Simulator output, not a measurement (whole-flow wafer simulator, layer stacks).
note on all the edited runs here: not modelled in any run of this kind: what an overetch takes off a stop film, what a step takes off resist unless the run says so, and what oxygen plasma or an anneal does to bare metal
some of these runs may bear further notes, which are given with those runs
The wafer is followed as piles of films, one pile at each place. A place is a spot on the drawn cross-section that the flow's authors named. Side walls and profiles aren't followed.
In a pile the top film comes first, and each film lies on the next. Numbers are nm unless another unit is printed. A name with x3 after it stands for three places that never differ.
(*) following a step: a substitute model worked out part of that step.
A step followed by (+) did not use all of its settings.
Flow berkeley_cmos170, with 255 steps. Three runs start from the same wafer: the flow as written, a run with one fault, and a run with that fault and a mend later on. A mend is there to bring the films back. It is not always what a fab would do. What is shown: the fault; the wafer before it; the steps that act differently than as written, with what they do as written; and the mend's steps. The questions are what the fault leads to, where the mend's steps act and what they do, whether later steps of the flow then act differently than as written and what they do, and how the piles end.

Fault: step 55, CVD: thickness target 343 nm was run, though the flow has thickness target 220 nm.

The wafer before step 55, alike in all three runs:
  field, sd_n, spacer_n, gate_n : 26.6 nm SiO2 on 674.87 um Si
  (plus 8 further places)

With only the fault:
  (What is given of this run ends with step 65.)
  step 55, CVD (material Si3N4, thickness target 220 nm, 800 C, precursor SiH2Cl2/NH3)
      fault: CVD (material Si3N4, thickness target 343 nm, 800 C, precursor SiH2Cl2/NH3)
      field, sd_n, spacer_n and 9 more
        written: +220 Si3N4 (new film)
        fault: +343 Si3N4 (new film)
  Steps later in the flow that act otherwise than as written:
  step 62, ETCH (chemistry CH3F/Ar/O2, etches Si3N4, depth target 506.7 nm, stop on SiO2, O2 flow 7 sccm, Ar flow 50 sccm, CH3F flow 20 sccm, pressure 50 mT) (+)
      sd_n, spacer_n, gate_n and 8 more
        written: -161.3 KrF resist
        fault: -243.3 KrF resist
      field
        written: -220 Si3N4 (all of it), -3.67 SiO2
        fault: -343 Si3N4 (all of it), -3.67 SiO2
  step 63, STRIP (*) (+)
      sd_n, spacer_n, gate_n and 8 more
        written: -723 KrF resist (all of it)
        fault: -641 KrF resist (all of it)
  Once step 65 is done, the piles at sd_n, spacer_n, gate_n and 8 more depart from the flow's by more than 2% or 0.5 nm, whichever is larger.
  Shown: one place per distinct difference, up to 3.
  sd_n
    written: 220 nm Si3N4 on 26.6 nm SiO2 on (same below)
    fault: 343 nm Si3N4 on 26.6 nm SiO2 on (same below)

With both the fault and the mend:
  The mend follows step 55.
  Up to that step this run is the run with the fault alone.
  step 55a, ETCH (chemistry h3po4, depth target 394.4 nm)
      field, sd_n, spacer_n and 9 more
        -343 Si3N4 (all of it)
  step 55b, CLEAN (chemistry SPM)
      leaves every film unchanged at each place that is followed
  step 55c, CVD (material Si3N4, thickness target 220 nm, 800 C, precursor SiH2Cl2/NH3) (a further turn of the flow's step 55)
      field, sd_n, spacer_n and 9 more
        +220 Si3N4 (new film)
  Every later step of the flow that is run acts as written at every place that is followed.
  At every place that both follow, the piles at the end match the flow's.
